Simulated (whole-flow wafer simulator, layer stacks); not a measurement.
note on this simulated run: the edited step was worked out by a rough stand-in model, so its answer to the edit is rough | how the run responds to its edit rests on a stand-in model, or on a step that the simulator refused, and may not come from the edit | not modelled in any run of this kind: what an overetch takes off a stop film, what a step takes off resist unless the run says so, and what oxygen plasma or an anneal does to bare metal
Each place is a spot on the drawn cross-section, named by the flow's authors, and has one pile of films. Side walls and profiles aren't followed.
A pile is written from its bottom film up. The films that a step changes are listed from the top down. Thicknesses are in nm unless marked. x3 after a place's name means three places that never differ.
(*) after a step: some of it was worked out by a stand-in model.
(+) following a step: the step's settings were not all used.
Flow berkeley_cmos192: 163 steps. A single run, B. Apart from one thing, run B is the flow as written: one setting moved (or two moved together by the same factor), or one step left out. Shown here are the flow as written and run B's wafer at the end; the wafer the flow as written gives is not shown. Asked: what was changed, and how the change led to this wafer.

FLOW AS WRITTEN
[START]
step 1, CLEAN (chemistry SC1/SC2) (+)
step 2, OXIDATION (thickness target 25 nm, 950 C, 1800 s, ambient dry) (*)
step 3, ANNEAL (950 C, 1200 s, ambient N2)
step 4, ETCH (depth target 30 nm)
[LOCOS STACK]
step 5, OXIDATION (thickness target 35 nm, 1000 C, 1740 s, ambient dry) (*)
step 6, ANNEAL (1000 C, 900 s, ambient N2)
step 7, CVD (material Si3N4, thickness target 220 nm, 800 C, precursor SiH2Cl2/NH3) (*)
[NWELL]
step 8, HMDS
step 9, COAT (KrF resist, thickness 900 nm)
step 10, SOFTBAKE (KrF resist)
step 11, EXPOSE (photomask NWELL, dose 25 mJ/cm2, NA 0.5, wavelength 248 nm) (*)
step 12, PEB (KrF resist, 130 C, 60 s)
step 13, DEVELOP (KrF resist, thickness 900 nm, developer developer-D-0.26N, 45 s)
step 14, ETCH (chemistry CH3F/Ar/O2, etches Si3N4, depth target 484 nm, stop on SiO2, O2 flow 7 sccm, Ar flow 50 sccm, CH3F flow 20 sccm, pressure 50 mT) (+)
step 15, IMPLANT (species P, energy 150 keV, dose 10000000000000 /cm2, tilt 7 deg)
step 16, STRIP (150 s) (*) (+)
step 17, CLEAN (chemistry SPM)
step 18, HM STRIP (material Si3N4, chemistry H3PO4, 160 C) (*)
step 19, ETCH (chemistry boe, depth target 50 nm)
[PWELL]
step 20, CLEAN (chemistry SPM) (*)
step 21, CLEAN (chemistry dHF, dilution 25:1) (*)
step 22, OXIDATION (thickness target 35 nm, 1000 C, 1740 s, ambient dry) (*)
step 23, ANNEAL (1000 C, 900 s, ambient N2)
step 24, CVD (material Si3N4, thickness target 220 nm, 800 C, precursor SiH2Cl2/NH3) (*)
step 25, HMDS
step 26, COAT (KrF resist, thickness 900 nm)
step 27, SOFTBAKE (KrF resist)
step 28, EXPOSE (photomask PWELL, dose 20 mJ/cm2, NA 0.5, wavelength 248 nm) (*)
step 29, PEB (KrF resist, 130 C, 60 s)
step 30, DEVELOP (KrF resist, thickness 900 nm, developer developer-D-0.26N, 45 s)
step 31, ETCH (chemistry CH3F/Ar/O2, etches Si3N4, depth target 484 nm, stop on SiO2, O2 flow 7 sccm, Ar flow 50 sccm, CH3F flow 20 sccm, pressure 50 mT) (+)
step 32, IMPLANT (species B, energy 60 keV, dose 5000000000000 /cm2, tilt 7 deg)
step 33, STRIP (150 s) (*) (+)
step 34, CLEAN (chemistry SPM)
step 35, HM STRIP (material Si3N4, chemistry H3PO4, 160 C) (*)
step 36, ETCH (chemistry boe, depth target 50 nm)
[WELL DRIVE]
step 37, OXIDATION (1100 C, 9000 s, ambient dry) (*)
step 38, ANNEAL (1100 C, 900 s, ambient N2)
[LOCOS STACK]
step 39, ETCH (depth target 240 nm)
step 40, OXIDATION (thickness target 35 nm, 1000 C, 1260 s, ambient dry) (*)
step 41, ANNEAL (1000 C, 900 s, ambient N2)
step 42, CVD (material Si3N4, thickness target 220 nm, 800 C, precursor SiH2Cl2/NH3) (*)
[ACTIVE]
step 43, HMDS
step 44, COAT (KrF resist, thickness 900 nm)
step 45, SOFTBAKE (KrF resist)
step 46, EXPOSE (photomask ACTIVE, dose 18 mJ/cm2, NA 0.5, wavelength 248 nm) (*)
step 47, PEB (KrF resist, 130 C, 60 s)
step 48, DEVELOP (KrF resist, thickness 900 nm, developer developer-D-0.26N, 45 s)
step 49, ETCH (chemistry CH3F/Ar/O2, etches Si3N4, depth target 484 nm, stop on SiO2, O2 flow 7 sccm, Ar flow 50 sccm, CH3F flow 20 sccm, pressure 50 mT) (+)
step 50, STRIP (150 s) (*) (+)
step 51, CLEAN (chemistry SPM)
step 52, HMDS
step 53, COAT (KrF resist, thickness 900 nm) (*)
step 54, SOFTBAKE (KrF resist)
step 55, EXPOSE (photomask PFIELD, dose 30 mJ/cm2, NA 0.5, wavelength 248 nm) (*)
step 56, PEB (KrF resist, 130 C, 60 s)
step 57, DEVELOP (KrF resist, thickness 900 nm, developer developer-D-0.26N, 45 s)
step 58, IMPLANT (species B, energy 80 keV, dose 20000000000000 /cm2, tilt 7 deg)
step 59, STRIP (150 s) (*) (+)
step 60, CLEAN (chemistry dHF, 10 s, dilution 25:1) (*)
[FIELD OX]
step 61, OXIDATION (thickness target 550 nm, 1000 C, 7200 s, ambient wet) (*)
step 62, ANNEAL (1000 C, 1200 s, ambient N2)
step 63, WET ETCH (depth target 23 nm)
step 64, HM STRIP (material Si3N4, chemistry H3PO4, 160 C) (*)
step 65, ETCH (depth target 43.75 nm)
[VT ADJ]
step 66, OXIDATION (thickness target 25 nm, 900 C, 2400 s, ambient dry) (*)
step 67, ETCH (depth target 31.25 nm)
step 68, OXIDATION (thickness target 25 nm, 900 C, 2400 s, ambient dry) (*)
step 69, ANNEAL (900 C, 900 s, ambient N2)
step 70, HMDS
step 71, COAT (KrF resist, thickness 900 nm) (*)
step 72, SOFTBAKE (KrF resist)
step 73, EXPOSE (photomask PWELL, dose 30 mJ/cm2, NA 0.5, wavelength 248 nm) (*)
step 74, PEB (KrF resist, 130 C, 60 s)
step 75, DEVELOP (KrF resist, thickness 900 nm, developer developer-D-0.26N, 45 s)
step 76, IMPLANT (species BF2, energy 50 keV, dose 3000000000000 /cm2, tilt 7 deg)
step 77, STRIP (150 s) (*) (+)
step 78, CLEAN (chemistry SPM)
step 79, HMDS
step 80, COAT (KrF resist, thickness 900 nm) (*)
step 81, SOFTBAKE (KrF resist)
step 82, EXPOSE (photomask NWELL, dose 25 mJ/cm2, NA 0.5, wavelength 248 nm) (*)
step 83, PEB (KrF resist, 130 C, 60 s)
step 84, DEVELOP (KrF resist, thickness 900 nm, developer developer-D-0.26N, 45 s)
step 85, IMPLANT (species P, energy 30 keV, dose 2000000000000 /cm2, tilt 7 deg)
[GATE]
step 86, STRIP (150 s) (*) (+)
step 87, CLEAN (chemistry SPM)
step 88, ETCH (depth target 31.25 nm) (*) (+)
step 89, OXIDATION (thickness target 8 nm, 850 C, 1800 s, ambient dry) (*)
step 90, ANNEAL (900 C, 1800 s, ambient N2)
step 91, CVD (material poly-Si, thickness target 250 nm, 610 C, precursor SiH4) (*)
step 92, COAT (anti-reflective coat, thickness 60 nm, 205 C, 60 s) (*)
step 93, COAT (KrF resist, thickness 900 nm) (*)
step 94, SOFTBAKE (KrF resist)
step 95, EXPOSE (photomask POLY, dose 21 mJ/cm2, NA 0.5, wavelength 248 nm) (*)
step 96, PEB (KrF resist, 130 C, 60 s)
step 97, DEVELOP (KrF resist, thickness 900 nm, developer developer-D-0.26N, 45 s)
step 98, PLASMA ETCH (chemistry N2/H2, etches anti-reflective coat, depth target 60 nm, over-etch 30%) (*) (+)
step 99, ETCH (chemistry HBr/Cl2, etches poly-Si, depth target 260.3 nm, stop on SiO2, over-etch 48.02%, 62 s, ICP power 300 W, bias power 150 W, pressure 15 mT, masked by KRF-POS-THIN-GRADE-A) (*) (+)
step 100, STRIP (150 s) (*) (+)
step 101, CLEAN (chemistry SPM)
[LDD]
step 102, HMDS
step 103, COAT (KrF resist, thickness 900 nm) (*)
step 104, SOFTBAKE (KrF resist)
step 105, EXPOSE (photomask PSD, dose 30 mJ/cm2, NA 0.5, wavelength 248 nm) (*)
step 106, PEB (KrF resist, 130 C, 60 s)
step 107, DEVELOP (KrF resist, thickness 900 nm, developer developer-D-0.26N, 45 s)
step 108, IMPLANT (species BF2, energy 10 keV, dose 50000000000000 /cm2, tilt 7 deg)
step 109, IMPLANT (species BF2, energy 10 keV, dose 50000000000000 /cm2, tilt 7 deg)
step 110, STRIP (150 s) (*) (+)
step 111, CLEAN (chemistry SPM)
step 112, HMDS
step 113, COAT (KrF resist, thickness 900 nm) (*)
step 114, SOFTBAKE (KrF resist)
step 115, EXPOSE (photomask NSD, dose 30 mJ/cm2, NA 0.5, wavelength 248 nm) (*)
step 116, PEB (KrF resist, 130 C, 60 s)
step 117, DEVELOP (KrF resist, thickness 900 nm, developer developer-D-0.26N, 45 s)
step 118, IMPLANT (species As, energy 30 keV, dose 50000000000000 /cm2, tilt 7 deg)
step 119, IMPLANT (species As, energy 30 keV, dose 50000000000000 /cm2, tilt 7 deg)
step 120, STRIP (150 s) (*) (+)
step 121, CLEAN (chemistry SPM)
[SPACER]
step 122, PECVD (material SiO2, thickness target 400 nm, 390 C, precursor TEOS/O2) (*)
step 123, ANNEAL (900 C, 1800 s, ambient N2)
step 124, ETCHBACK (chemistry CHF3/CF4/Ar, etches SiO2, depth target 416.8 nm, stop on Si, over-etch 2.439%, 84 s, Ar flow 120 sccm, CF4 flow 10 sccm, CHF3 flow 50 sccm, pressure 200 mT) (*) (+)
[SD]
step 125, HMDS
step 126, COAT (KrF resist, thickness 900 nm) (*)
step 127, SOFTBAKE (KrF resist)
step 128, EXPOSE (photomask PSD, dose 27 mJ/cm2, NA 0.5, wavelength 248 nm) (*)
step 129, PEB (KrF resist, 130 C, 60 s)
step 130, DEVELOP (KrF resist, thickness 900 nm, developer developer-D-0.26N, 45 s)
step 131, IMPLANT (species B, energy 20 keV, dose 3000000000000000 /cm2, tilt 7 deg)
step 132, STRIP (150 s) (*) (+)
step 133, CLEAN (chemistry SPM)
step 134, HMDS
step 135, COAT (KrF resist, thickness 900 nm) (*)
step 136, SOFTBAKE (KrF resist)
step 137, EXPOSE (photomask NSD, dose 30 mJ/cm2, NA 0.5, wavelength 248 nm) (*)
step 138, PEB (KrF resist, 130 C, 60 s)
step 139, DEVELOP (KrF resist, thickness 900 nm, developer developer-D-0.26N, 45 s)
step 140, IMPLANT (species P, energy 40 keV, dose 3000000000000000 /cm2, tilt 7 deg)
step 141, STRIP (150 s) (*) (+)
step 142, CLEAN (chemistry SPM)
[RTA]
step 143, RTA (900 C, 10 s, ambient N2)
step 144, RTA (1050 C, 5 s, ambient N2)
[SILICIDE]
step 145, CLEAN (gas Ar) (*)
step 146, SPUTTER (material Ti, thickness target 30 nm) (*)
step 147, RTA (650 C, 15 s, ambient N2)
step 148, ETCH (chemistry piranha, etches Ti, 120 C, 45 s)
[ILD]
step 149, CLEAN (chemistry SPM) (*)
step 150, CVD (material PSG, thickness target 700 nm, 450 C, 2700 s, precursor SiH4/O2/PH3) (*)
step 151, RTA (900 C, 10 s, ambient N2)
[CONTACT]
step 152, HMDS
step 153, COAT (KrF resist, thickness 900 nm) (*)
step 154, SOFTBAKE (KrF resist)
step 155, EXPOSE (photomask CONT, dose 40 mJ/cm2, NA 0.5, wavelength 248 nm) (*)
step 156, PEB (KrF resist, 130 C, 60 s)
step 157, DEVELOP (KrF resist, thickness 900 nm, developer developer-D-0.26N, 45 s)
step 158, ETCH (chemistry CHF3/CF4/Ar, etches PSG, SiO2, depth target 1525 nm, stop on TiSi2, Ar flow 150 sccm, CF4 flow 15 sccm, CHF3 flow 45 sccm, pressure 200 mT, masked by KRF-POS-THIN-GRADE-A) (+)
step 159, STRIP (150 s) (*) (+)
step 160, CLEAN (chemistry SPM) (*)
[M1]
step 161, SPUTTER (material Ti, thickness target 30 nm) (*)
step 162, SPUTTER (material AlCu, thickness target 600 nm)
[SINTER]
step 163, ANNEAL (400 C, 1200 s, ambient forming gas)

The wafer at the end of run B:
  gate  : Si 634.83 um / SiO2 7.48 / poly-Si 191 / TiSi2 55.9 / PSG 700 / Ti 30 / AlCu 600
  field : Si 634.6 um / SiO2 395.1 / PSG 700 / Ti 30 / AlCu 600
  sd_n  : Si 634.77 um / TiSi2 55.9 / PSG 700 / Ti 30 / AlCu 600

Cause: step 22, OXIDATION: 1200 C was run, whereas the flow has 1000 C.

How this came from the change, step by step:
  step 22, OXIDATION (thickness target 35 nm, 1000 C, 1740 s, ambient dry) (*)
      field, sd_n, spacer_n and 6 more: +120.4 SiO2 (new film), -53 Si (it would be, as written: +31.6 SiO2 (new film), -13.9 Si)
  step 36, ETCH (chemistry boe, depth target 50 nm)
      field, sd_n, spacer_n, gate, contact: -50 SiO2 (it would be, as written: -18.5 SiO2 (all of it))
      sd_p, spacer_p, gate_p, m1: -50 SiO2 (it would be, as written: -29.6 SiO2 (all of it))
  step 37, OXIDATION (1100 C, 9000 s, ambient dry) (*)
      field, sd_n, spacer_n, gate, contact: +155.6 SiO2, -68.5 Si (it would be, as written: +197.6 SiO2 (new film), -86.9 Si)
      sd_p, spacer_p, gate_p, m1: +149.6 SiO2, -65.8 Si (it would be, as written: +197.6 SiO2 (new film), -86.9 Si)
  step 39, ETCH (depth target 240 nm)
      field, sd_n, spacer_n, gate, contact: -212.9 SiO2 (all of it) (it would be, as written: -197.6 SiO2 (all of it))
      sd_p, spacer_p, gate_p, m1: -218 SiO2 (all of it) (it would be, as written: -197.6 SiO2 (all of it))
  step 92, COAT (anti-reflective coat, thickness 60 nm, 205 C, 60 s) (*)
      m1: +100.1 anti-reflective coat (new film) (it would be, as written: +102.4 anti-reflective coat (new film))
  step 98, PLASMA ETCH (chemistry N2/H2, etches anti-reflective coat, depth target 60 nm, over-etch 30%) (*) (+)
      m1: -100.1 anti-reflective coat (all of it), -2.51 poly-Si (it would be, as written: -102.4 anti-reflective coat (all of it), -2.46 poly-Si)
